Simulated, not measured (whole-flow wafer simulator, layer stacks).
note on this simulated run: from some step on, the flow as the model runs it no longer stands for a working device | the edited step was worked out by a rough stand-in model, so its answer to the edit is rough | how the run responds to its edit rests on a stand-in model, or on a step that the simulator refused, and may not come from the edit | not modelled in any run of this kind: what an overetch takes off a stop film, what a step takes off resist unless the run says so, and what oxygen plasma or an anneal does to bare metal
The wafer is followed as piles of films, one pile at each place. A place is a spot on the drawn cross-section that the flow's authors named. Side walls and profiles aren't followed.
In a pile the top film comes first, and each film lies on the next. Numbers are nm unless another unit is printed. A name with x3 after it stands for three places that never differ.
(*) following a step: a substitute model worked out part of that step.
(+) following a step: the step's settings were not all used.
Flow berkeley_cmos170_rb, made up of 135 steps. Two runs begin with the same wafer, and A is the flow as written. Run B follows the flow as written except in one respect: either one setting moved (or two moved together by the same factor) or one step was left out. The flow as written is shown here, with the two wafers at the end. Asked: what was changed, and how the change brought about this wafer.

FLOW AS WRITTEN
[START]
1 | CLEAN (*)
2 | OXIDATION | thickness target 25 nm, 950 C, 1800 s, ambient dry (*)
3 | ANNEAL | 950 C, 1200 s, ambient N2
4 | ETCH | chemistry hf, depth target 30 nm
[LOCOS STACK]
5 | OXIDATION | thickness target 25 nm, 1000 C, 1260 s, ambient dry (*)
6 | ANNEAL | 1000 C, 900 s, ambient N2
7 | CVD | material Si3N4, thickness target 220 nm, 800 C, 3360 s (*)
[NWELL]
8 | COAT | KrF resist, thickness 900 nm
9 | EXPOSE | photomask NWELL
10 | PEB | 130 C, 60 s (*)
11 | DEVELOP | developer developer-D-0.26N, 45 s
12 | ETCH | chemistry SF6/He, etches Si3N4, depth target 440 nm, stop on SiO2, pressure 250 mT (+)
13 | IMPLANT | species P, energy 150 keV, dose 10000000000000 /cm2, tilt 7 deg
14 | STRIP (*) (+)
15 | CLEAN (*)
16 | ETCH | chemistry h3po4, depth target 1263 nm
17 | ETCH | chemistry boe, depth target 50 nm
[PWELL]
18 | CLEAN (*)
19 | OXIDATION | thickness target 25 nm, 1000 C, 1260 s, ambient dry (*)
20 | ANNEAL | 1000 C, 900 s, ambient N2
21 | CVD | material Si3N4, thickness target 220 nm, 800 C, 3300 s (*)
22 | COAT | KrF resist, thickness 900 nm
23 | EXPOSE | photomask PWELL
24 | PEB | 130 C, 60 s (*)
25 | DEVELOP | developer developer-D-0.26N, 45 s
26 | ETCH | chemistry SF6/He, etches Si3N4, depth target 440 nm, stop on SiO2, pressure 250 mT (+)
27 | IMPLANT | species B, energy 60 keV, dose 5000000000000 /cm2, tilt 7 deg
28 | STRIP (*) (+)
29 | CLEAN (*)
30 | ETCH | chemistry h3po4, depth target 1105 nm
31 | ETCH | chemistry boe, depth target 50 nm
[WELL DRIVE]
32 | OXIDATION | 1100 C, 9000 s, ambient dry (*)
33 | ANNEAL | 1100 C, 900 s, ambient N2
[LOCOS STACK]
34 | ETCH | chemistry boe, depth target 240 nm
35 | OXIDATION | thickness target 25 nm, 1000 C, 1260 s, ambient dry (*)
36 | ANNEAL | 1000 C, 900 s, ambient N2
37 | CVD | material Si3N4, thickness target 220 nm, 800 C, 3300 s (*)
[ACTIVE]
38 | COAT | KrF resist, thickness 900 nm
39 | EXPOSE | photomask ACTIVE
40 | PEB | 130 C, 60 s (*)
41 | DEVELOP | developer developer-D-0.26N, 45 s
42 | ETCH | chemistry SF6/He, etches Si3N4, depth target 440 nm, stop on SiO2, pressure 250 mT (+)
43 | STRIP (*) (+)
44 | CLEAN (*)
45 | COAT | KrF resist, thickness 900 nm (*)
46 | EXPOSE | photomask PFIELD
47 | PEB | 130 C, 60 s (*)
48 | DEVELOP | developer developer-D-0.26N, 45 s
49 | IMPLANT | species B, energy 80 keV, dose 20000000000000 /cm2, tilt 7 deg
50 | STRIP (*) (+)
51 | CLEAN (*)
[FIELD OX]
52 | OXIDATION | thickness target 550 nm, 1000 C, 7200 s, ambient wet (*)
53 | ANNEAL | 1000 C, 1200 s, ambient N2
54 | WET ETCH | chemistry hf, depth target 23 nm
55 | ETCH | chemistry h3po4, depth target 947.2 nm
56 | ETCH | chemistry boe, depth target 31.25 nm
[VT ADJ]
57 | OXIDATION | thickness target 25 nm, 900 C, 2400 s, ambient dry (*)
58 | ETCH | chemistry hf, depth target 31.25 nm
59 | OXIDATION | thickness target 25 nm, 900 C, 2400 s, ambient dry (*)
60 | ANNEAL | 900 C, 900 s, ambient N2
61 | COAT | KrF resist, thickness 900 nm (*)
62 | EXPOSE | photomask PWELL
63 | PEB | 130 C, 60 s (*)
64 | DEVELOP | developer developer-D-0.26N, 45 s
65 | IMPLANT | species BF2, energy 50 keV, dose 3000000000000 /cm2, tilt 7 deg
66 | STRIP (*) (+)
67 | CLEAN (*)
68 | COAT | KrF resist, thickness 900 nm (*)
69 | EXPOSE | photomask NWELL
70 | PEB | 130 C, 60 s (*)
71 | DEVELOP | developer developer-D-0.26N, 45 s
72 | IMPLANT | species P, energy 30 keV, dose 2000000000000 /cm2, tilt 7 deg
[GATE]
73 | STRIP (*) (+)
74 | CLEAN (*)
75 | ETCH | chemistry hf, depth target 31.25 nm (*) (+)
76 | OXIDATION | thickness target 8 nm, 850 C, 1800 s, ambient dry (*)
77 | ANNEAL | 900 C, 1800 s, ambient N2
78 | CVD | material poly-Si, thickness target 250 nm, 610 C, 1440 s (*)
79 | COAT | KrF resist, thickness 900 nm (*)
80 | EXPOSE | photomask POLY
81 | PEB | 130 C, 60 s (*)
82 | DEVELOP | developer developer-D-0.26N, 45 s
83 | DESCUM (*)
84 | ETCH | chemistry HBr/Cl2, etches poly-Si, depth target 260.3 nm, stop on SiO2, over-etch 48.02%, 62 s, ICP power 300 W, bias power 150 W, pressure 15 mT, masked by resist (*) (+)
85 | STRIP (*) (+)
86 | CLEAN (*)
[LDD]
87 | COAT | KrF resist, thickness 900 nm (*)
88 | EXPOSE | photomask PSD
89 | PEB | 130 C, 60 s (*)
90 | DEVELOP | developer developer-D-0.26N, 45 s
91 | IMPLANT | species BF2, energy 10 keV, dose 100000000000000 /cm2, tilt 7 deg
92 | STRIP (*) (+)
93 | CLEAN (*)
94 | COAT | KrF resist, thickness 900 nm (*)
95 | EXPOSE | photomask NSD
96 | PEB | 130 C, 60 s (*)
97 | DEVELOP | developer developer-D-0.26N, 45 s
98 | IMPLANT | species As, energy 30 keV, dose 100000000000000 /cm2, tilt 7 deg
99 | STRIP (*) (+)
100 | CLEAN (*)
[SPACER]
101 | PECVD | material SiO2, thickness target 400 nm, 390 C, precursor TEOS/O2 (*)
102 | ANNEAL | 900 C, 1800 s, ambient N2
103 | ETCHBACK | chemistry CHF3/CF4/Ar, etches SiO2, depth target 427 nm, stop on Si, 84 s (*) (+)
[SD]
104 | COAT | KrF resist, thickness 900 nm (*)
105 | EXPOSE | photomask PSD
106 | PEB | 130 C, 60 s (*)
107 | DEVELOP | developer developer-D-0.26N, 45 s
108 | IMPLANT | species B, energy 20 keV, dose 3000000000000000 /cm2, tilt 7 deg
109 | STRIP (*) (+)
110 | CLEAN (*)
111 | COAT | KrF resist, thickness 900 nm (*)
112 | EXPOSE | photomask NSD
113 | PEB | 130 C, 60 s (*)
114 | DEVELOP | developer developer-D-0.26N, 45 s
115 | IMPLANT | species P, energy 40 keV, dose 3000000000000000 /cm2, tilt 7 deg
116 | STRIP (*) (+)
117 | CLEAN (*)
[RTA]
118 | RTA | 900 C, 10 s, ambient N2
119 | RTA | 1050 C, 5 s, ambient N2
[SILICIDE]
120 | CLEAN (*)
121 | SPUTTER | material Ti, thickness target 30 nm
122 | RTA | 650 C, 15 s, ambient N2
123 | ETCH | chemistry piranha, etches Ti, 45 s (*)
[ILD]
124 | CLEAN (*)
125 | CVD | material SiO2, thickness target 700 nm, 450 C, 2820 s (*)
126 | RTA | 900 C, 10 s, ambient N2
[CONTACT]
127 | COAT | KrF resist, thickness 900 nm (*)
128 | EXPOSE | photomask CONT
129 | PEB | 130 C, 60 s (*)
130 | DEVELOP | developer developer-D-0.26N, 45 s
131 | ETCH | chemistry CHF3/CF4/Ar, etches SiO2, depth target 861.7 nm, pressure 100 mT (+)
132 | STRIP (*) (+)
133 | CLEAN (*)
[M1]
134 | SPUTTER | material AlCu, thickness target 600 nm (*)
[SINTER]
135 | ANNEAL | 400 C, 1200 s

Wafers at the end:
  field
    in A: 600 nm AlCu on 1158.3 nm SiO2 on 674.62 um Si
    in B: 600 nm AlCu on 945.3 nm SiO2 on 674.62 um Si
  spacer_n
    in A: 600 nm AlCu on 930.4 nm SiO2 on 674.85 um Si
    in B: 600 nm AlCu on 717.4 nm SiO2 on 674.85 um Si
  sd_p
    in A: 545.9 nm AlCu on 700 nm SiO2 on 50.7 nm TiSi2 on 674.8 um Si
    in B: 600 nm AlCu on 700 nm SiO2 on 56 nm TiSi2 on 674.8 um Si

What caused this: step 103, ETCHBACK: depth target 640 nm was run, whereas the flow has depth target 427 nm.

The path from the change to this, step by step:
  103 | ETCHBACK | chemistry CHF3/CF4/Ar, etches SiO2, depth target 427 nm, stop on Si, 84 s (*) (+)
      spacer_n, spacer_p: A -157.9 SiO2 | B -370.9 SiO2
      field: A -427 SiO2 | B -640 SiO2
  104 | COAT | KrF resist, thickness 900 nm (*)
      field: A +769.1 KrF resist (new film) | B +901.3 KrF resist (new film)
      sd_n: A +982.1 KrF resist (new film) | B +906.3 KrF resist (new film)
      (and at 7 other places as well)
  107 | DEVELOP | developer developer-D-0.26N, 45 s
      sd_p: A -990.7 KrF resist (all of it) | B -918.2 KrF resist (all of it)
      spacer_p: A -767.7 KrF resist (all of it) | B -915.4 KrF resist (all of it)
      (and at 1 other place as well)
  109 | STRIP (*) (+)
      field: A -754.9 KrF resist (all of it) | B -887.1 KrF resist (all of it)
      sd_n: A -967.9 KrF resist (all of it) | B -892.1 KrF resist (all of it)
      (and at 4 other places as well)
  111 | COAT | KrF resist, thickness 900 nm (*)
      field: A +769.1 KrF resist (new film) | B +901.3 KrF resist (new film)
      sd_n: A +982.1 KrF resist (new film) | B +906.3 KrF resist (new film)
      (and at 7 other places as well)
  114 | DEVELOP | developer developer-D-0.26N, 45 s
      sd_n: A -982.1 KrF resist (all of it) | B -906.3 KrF resist (all of it)
      spacer_n: A -766.3 KrF resist (all of it) | B -915.5 KrF resist (all of it)
      (and at 2 other places as well)
  116 | STRIP (*) (+)
      field: A -754.9 KrF resist (all of it) | B -887.1 KrF resist (all of it)
      sd_p: A -976.5 KrF resist (all of it) | B -904 KrF resist (all of it)
      (and at 3 other places as well)
  121 | SPUTTER | material Ti, thickness target 30 nm
      sd_p: A +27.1 Ti (new film) | B +30 Ti (new film)
  122 | RTA | 650 C, 15 s, ambient N2
      sd_p: A -21.1 Ti, +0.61 TiSi first (new film), +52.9 TiSi2 C49 (new film), -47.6 Si | B -23.4 Ti, +6.2 TiSi first (new film), +50.3 TiSi2 C49 (new film), -49 Si
  123 | ETCH | chemistry piranha, etches Ti, 45 s (*)
      sd_p: A -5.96 Ti (all of it) | B -6.6 Ti (all of it)
  126 | RTA | 900 C, 10 s, ambient N2
      sd_p: A under 1 film: +50.7 TiSi2 (new film), -0.61 TiSi first (all of it), -52.9 TiSi2 C49 (all of it), -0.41 Si | B under 1 film: +56 TiSi2 (new film), -6.2 TiSi first (all of it), -50.3 TiSi2 C49 (all of it), -4.12 Si
  127 | COAT | KrF resist, thickness 900 nm (*)
      field: A +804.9 KrF resist (new film) | B +907 KrF resist (new film)
      sd_n: A +1010 KrF resist (new film) | B +907.9 KrF resist (new film)
      (and at 7 other places as well)
  130 | DEVELOP | developer developer-D-0.26N, 45 s
      contact: A -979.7 KrF resist (all of it) | B -904.6 KrF resist (all of it)
  132 | STRIP (*) (+)
      field: A -575.3 KrF resist (all of it) | B -677.4 KrF resist (all of it)
      sd_n: A -780.4 KrF resist (all of it) | B -678.3 KrF resist (all of it)
      (and at 6 other places as well)
  134 | SPUTTER | material AlCu, thickness target 600 nm (*)
      sd_p: A +545.9 AlCu (new film) | B +600 AlCu (new film)
